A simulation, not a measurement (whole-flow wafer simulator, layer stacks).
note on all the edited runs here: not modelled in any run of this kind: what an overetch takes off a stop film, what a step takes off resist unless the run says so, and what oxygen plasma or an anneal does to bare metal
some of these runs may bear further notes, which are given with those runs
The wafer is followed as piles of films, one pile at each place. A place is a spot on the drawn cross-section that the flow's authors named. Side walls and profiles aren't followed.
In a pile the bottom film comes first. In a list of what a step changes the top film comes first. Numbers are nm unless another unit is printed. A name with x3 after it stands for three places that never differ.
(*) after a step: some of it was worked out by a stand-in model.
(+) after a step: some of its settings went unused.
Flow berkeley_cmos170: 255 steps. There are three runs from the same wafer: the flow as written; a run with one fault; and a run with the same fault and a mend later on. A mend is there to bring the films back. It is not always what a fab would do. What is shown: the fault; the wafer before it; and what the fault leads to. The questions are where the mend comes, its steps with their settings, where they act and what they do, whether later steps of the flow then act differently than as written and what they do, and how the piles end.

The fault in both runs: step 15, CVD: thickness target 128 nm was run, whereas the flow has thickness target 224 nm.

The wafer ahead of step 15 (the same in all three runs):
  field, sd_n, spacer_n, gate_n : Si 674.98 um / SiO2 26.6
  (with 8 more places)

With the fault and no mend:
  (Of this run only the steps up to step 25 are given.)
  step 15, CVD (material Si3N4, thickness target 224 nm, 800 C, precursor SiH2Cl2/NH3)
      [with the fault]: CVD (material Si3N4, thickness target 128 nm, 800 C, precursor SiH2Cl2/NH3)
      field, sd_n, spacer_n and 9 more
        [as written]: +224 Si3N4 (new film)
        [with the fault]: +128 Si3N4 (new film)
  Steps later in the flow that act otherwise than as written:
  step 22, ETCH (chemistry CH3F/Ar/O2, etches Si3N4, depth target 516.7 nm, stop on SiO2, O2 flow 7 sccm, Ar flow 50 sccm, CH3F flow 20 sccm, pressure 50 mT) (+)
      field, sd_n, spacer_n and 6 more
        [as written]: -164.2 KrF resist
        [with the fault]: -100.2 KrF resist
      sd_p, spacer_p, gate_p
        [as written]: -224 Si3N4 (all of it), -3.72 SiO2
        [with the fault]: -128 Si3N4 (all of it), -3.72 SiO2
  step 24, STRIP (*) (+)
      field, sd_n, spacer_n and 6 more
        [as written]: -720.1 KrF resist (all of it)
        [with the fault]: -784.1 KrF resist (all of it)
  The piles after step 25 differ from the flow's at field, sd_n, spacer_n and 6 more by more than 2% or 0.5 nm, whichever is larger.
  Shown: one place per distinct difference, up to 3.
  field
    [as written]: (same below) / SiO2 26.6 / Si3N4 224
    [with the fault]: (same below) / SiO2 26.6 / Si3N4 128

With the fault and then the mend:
  After step 15 comes the mend.
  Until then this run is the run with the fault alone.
  step 15a, CVD (material Si3N4, thickness target 96 nm, 800 C, precursor SiH2Cl2/NH3) (a further turn of the flow's step 15, with different settings)
      field, sd_n, spacer_n and 9 more
        +96 Si3N4
  None of the later steps of the flow acts differently than as written at any place that is followed.
  At every place that both follow, the piles at the end match the flow's.
